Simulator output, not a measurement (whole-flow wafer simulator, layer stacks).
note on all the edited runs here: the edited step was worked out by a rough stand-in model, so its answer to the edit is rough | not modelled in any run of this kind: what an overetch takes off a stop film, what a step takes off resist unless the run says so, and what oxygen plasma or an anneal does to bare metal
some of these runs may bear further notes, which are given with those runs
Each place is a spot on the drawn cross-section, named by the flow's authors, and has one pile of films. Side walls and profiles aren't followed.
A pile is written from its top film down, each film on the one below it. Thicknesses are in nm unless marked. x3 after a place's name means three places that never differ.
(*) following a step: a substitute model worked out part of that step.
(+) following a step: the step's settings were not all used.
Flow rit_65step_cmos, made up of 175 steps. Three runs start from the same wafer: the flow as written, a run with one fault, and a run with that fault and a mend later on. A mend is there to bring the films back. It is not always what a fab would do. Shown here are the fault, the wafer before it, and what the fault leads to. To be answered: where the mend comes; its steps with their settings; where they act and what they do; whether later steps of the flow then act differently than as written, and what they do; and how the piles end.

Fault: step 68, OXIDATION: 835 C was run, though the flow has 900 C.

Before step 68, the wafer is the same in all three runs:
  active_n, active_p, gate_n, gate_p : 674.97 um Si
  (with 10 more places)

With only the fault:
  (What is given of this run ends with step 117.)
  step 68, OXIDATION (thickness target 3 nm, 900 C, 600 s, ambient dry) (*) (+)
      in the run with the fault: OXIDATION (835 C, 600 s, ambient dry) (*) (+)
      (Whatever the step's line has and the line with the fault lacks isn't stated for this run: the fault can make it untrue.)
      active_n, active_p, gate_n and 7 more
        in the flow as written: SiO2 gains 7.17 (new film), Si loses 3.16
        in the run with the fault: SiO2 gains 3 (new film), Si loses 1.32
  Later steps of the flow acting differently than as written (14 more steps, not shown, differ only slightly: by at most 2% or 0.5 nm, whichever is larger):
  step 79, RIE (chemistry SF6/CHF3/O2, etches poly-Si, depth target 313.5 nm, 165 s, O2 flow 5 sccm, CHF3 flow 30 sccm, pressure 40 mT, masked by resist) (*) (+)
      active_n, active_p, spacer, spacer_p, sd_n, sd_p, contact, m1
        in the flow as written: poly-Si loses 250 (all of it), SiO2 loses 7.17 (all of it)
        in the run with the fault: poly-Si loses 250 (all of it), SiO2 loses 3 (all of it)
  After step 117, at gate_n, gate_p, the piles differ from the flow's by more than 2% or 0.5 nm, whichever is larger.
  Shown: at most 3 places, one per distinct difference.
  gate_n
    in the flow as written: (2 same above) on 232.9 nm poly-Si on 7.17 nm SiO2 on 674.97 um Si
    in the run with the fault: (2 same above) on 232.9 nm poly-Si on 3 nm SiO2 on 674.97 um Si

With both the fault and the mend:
  After step 69 comes the mend.
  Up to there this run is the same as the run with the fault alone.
  step 69a, OXIDATION (900 C, 488.4 s, ambient dry) (*) (+) (the flow's step 68, run once more with other settings)
      active_n, active_p, gate_n and 7 more
        SiO2 gains 4, Si loses 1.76
  Later steps of the flow that are run all act as written at every place that is followed, up to a difference of at most 2% or 0.5 nm, whichever is larger.
  At the end the piles are close to the flow's at the places that both follow, differing by at most 2% or 0.5 nm, whichever is larger.
